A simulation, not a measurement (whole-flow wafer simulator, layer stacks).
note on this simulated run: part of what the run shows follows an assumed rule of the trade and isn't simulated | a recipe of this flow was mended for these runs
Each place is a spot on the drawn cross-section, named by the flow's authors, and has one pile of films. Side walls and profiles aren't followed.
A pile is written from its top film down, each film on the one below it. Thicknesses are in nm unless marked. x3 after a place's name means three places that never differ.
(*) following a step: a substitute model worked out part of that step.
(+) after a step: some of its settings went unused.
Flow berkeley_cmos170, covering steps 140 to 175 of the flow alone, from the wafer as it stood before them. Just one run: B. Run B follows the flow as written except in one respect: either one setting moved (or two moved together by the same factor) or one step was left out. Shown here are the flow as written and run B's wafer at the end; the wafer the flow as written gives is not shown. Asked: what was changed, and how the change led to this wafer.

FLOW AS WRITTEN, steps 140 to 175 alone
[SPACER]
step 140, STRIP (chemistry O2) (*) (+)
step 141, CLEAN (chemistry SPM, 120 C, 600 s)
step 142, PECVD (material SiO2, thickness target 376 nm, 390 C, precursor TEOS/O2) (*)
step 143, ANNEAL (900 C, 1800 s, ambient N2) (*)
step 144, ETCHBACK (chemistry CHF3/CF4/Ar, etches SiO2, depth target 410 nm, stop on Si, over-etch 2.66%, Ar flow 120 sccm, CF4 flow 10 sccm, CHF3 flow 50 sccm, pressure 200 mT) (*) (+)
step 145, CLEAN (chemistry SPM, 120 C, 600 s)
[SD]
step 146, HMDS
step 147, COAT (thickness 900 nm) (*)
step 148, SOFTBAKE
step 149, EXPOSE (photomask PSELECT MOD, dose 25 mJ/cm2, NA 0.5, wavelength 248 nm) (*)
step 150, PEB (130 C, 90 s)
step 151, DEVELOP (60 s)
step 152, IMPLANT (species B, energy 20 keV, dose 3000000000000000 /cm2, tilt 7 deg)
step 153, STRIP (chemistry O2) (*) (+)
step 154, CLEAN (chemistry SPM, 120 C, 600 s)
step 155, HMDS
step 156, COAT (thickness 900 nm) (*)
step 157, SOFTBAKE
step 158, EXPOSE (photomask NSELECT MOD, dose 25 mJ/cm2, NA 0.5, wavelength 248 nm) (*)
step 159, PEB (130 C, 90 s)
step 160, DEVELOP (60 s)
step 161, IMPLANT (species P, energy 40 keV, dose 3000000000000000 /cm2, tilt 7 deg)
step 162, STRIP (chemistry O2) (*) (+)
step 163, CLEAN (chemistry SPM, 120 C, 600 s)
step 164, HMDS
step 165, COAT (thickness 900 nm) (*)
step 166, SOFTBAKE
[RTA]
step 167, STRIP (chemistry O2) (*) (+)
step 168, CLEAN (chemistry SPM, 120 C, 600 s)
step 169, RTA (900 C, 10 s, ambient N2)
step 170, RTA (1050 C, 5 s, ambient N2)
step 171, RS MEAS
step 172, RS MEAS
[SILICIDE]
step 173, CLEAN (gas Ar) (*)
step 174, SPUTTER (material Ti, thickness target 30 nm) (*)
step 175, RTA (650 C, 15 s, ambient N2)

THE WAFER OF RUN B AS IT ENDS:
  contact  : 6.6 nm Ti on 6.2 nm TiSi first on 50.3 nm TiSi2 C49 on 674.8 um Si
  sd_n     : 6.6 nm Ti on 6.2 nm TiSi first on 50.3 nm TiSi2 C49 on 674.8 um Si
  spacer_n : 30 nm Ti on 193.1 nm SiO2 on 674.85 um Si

Cause: step 143, ANNEAL: 900 C, 1800 s, ambient N2 (*), was skipped.

The path from the change to this, step by step:
  step 144, ETCHBACK (chemistry CHF3/CF4/Ar, etches SiO2, depth target 410 nm, stop on Si, over-etch 2.66%, Ar flow 120 sccm, CF4 flow 10 sccm, CHF3 flow 50 sccm, pressure 200 mT) (*) (+)
      mark, sd_n, sd_p, contact, m1, via1, m2, via2: -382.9 SiO2 (all of it), -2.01 Si (as written it would have been: -366 SiO2 (all of it), -3.55 Si)
      gate_n, gate_p: -376 SiO2 (all of it), -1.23 chemical SiO2 (all of it), -2.01 poly-Si (as written it would have been: -359.1 SiO2 (all of it), -1.23 chemical SiO2 (all of it), -3.55 poly-Si)
